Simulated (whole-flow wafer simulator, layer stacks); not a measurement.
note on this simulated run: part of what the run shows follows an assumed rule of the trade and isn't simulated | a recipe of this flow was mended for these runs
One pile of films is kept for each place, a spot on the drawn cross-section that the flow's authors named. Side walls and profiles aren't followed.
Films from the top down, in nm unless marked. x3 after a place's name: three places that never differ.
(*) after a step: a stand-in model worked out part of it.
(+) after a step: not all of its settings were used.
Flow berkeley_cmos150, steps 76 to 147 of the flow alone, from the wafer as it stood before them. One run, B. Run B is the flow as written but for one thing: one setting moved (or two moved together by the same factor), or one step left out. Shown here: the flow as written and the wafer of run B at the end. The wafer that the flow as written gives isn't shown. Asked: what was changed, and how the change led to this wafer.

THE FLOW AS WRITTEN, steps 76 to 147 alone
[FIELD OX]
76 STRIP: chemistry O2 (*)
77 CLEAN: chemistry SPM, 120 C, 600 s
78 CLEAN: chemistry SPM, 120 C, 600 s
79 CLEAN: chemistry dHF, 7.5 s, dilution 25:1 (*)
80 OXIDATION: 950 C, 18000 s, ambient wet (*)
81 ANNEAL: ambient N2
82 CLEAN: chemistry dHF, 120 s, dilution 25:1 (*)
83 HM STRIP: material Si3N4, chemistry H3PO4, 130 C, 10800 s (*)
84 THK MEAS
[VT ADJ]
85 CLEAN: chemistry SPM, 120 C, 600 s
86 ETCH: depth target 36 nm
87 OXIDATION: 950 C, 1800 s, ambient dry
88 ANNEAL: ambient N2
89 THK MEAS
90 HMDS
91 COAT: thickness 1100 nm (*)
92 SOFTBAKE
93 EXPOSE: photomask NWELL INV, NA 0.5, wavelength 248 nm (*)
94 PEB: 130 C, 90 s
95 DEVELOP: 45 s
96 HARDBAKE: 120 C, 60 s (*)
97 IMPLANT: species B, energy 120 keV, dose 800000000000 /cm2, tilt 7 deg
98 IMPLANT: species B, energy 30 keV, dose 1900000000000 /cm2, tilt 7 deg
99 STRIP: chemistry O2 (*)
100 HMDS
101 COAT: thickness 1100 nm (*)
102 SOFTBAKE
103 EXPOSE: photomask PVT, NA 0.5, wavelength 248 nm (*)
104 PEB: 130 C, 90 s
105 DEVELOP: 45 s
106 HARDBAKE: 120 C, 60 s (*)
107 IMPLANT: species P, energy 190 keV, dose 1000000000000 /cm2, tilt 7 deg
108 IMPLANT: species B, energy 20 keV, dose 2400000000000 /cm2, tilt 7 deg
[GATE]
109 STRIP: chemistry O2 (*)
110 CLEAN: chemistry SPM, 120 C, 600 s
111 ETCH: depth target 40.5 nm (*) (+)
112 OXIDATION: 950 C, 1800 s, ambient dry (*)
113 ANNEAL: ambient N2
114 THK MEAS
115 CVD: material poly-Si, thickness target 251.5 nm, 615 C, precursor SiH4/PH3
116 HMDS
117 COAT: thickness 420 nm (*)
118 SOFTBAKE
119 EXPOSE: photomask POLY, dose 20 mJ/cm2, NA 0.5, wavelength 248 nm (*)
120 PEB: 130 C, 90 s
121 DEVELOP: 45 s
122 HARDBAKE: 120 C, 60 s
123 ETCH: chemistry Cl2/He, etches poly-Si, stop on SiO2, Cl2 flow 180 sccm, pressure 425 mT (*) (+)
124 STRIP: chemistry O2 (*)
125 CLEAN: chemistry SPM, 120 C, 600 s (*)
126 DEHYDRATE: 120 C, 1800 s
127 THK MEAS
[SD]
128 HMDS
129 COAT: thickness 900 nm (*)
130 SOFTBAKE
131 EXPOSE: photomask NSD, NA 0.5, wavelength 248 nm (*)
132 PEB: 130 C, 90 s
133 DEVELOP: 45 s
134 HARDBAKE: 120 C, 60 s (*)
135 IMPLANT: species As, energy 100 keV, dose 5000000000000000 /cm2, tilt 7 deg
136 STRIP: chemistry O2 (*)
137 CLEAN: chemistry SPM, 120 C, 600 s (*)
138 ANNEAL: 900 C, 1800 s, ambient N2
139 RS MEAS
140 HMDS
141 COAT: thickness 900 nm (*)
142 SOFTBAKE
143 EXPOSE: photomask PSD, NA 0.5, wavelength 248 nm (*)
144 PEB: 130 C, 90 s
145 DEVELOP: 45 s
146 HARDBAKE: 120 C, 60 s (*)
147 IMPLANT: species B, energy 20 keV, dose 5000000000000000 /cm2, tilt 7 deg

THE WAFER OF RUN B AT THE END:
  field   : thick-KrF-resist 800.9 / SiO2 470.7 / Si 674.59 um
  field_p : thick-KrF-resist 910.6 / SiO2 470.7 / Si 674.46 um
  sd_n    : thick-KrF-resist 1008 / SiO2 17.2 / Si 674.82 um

The cause: step 83, HM STRIP: 169 C was run, where the flow has 130 C.

How the change led to this, step by step:
  83 HM STRIP: material Si3N4, chemistry H3PO4, 130 C, 10800 s (*)
      gate_n, contact, m1: chemical SiO2 +0.5 (new film), Si3N4 -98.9 (all of it), SiO2 -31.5 (all of it), Si -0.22 (as written it would be: Si3N4 -98.9 (all of it), SiO2 -1.88)
      sd_p, gate_p: chemical SiO2 +0.5 (new film), Si3N4 -98.7 (all of it), SiO2 -31.5 (all of it), Si -0.23 (as written it would be: Si3N4 -98.7 (all of it), SiO2 -1.88)
      (and at 3 more places)
  86 ETCH: depth target 36 nm
      gate_n, sd_p, gate_p, contact, m1: chemical SiO2 -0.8 (all of it) (as written it would be: SiO2 -29.6 (all of it))
      sd_n: SiO2 -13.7 (all of it) (as written it would be: SiO2 -36)
  87 OXIDATION: 950 C, 1800 s, ambient dry
      sd_n: SiO2 +20.4 (new film), Si -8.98 (as written it would be: SiO2 +12.1, Si -5.32)
  91 COAT: thickness 1100 nm (*)
      gate_n: thick-KrF-resist +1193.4 (new film) (as written it would be: thick-KrF-resist +1223.8 (new film))
      sd_p: thick-KrF-resist +1288.6 (new film) (as written it would be: thick-KrF-resist +1317.3 (new film))
      (and at 2 more places)
  95 DEVELOP: 45 s
      gate_n: thick-KrF-resist -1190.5 (all of it) (as written it would be: thick-KrF-resist -1220.8 (all of it))
      contact: thick-KrF-resist -1198.4 (all of it) (as written it would be: thick-KrF-resist -1225.1 (all of it))
      (and at 1 more place)
  99 STRIP: chemistry O2 (*)
      sd_p: thick-KrF-resist -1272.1 (all of it) (as written it would be: thick-KrF-resist -1300.7 (all of it))
  101 COAT: thickness 1100 nm (*)
      gate_n: thick-KrF-resist +1193.4 (new film) (as written it would be: thick-KrF-resist +1223.8 (new film))
      sd_p: thick-KrF-resist +1288.6 (new film) (as written it would be: thick-KrF-resist +1317.3 (new film))
      (and at 2 more places)
  105 DEVELOP: 45 s
      sd_p: thick-KrF-resist -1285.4 (all of it) (as written it would be: thick-KrF-resist -1314 (all of it))
  109 STRIP: chemistry O2 (*)
      gate_n: thick-KrF-resist -1177.2 (all of it) (as written it would be: thick-KrF-resist -1207.5 (all of it))
      contact: thick-KrF-resist -1185.1 (all of it) (as written it would be: thick-KrF-resist -1211.8 (all of it))
      (and at 1 more place)
  111 ETCH: depth target 40.5 nm (*) (+)
      sd_n: SiO2 -20.4 (all of it) (as written it would be: SiO2 -40.4 (all of it))
  117 COAT: thickness 420 nm (*)
      field: KrF-resist +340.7 (new film) (as written it would be: KrF-resist +333.8 (new film))
      field_p: KrF-resist +423.2 (new film) (as written it would be: KrF-resist +413.4 (new film))
      (and at 6 more places)
  121 DEVELOP: 45 s
      field: KrF-resist -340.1 (all of it) (as written it would be: KrF-resist -333.2 (all of it))
      field_p: KrF-resist -422.3 (all of it) (as written it would be: KrF-resist -412.6 (all of it))
      (and at 4 more places)
  122 HARDBAKE: 120 C, 60 s
      gate_n: KrF-resist -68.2 (as written it would be: KrF-resist -70.7)
      gate_p: KrF-resist -74.9 (as written it would be: KrF-resist -77.2)
  124 STRIP: chemistry O2 (*)
      gate_n: chemical SiO2 +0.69 (new film), KrF-resist -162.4 (all of it), poly-Si -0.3 (as written it would be: chemical SiO2 +0.69 (new film), KrF-resist -176.1 (all of it), poly-Si -0.3)
      gate_p: chemical SiO2 +0.69 (new film), KrF-resist -200.3 (all of it), poly-Si -0.3 (as written it would be: chemical SiO2 +0.69 (new film), KrF-resist -213.2 (all of it), poly-Si -0.3)
  129 COAT: thickness 900 nm (*)
      sd_n: thick-KrF-resist +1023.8 (new film) (as written it would be: thick-KrF-resist +1061.7 (new film))
      gate_n: thick-KrF-resist +792 (new film) (as written it would be: thick-KrF-resist +819.9 (new film))
      (and at 4 more places)
  133 DEVELOP: 45 s
      sd_n: thick-KrF-resist -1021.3 (all of it) (as written it would be: thick-KrF-resist -1059.1 (all of it))
      gate_n: thick-KrF-resist -790.2 (all of it) (as written it would be: thick-KrF-resist -818.1 (all of it))
      (and at 2 more places)
  ... 2 more steps ...
  145 DEVELOP: 45 s
      sd_p: thick-KrF-resist -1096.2 (all of it) (as written it would be: thick-KrF-resist -1130.2 (all of it))
      gate_p: thick-KrF-resist -859.9 (all of it) (as written it would be: thick-KrF-resist -886.7 (all of it))
